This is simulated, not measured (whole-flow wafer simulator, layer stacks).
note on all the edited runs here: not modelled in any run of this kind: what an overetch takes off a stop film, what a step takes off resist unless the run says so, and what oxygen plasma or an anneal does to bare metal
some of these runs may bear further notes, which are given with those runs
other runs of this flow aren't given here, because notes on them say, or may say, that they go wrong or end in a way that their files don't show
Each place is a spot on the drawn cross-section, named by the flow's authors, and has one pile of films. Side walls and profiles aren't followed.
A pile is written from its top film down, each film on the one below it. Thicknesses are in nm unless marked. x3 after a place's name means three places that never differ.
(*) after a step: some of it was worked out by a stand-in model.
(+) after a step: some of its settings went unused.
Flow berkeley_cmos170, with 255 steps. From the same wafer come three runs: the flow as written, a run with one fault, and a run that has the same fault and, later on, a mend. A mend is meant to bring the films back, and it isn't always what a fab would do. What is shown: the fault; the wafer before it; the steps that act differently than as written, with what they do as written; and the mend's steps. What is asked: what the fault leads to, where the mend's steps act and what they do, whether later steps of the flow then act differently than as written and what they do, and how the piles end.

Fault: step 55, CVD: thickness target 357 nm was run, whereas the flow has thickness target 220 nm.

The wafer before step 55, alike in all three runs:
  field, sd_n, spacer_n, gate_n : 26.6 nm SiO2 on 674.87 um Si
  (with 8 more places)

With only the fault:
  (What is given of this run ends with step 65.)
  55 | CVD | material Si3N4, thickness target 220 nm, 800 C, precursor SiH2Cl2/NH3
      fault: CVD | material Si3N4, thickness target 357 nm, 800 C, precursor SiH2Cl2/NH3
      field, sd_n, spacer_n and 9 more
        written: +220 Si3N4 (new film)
        fault: +357 Si3N4 (new film)
  Steps later in the flow that act otherwise than as written:
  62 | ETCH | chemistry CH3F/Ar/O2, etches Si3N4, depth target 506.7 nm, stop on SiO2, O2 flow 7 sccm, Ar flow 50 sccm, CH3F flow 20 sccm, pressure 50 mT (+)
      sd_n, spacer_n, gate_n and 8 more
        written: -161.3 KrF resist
        fault: -252.7 KrF resist
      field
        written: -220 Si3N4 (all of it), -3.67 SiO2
        fault: -357 Si3N4 (all of it), -3.67 SiO2
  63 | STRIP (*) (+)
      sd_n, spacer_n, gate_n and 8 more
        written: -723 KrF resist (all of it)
        fault: -631.7 KrF resist (all of it)
  The piles after step 65 differ from the flow's at sd_n, spacer_n, gate_n and 8 more by more than 2% or 0.5 nm, whichever is larger.
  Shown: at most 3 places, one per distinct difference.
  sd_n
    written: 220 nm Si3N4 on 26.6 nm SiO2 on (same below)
    fault: 357 nm Si3N4 on 26.6 nm SiO2 on (same below)

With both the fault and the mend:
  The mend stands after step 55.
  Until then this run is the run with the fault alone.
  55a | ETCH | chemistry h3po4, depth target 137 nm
      field, sd_n, spacer_n and 9 more
        -137 Si3N4
  None of the later steps of the flow acts differently than as written at any place that is followed.
  At every place that both follow, the piles at the end match the flow's.
